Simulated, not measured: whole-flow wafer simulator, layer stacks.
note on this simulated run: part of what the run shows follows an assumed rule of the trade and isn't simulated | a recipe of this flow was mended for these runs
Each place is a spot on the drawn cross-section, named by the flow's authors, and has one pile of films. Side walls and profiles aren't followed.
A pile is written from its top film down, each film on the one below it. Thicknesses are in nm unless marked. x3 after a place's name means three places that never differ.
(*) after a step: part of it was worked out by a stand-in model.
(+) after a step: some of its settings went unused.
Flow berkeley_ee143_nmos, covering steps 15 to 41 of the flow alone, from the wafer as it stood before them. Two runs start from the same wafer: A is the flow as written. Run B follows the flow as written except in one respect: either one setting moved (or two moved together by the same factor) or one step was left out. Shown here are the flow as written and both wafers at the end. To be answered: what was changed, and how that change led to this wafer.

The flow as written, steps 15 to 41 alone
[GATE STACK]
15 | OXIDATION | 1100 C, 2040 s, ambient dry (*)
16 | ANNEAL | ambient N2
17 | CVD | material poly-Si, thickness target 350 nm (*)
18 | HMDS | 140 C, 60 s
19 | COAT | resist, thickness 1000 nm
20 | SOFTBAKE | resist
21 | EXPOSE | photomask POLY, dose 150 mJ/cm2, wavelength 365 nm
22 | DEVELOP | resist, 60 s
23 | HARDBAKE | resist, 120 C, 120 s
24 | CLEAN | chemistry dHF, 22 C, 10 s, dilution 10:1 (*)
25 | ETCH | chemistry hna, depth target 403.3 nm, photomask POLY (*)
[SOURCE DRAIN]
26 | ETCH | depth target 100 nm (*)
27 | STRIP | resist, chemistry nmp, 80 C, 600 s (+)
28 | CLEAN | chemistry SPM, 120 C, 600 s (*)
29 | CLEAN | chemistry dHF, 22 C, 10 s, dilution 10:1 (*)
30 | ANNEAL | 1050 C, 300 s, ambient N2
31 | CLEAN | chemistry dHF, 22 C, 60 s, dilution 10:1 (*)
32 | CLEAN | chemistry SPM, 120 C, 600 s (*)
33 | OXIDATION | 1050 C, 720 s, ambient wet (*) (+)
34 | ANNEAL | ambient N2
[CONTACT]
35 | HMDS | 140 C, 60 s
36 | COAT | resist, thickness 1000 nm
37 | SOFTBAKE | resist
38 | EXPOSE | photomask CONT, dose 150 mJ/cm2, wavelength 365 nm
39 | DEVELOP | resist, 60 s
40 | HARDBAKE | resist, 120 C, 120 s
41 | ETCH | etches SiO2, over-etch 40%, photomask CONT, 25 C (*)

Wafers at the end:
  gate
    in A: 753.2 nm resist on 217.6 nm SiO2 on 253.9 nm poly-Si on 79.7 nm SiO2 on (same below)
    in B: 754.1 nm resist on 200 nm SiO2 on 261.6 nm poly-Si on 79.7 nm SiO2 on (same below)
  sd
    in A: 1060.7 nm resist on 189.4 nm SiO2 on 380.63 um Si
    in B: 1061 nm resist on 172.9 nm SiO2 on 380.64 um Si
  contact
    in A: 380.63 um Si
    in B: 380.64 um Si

Cause: step 33, OXIDATION: 634 s was run, whereas the flow has 720 s.

The path from the change to this, step by step:
  33 | OXIDATION | 1050 C, 720 s, ambient wet (*) (+)
      sd, contact: A +189.4 SiO2 (new film), -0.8 chemical SiO2 (all of it), -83 Si | B +172.9 SiO2 (new film), -0.8 chemical SiO2 (all of it), -75.7 Si
      gate: A +217.6 SiO2 (new film), -0.8 chemical SiO2 (all of it), -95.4 poly-Si | B +200 SiO2 (new film), -0.8 chemical SiO2 (all of it), -87.7 poly-Si
      (and at 1 other place as well)
  41 | ETCH | etches SiO2, over-etch 40%, photomask CONT, 25 C (*)
      contact: A -189.4 SiO2 (all of it) | B -172.9 SiO2 (all of it)
